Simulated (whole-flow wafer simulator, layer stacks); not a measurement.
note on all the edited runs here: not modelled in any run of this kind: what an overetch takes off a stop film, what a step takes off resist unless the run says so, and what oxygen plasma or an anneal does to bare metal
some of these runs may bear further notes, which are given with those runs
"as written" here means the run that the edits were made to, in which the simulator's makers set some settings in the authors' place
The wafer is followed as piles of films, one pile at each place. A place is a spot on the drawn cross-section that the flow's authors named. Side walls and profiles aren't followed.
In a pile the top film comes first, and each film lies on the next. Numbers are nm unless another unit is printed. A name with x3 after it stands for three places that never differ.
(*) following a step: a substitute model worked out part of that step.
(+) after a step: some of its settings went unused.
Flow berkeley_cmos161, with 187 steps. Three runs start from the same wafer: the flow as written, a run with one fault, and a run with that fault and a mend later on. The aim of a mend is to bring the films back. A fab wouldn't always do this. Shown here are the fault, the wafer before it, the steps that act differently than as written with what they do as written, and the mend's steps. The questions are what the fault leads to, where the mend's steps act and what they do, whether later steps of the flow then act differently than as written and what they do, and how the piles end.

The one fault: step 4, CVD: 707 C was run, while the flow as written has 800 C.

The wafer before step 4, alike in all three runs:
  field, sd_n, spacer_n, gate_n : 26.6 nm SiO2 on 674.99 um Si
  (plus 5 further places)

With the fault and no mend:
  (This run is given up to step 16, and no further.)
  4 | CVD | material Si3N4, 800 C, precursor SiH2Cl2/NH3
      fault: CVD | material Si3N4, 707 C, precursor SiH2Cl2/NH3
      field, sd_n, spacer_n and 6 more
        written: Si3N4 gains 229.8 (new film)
        fault: Si3N4 gains 53.4 (new film)
  Steps later in the flow that act otherwise than as written (not shown: 1 more step that differs only slightly, by at most 2% or 0.5 nm, whichever is larger):
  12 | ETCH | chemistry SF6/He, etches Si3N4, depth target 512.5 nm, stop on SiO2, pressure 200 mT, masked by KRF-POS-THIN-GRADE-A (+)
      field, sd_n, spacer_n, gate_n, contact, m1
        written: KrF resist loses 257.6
        fault: KrF resist loses 65.9
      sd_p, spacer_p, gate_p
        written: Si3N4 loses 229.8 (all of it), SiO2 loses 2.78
        fault: Si3N4 loses 53.4 (all of it), SiO2 loses 2.78
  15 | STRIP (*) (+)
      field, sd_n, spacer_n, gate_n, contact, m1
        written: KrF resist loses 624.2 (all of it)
        fault: KrF resist loses 815.7 (all of it)
  After step 16, at field, sd_n, spacer_n, gate_n, contact, m1, the piles differ from the flow's by more than 2% or 0.5 nm, whichever is larger.
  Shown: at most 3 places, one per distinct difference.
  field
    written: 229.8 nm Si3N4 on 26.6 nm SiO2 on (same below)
    fault: 53.4 nm Si3N4 on 26.6 nm SiO2 on (same below)

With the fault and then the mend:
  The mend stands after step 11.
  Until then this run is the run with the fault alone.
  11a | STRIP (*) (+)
      field, sd_n, spacer_n, gate_n, contact, m1
        KrF resist loses 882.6 (all of it)
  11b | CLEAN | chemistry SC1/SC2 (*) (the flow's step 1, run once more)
      alters no film at any place that is followed
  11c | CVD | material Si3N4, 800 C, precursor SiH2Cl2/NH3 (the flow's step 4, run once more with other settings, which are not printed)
      field, sd_n, spacer_n and 6 more
        Si3N4 gains 176.3
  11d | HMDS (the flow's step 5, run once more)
      alters no film at any place that is followed
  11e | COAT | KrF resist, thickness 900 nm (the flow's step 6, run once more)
      field, sd_n, spacer_n and 6 more
        KrF resist gains 900 (new film)
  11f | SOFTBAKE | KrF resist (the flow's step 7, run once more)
      alters no film at any place that is followed
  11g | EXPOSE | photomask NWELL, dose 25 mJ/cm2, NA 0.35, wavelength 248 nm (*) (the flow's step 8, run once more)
      alters no film at any place that is followed
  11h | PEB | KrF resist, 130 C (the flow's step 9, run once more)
      field, sd_n, spacer_n and 6 more
        KrF resist loses 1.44
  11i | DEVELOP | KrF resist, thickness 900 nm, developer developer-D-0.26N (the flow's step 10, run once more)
      field, sd_n, spacer_n, gate_n, contact, m1
        KrF resist loses 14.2
      sd_p, spacer_p, gate_p
        KrF resist loses 898.6 (all of it)
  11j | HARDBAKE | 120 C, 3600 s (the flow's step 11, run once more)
      field, sd_n, spacer_n, gate_n, contact, m1
        KrF resist loses 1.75
  Later steps of the flow that are run all act as written at every place that is followed, up to a difference of at most 2% or 0.5 nm, whichever is larger.
  At every place that both follow, the piles at the end match the flow's.
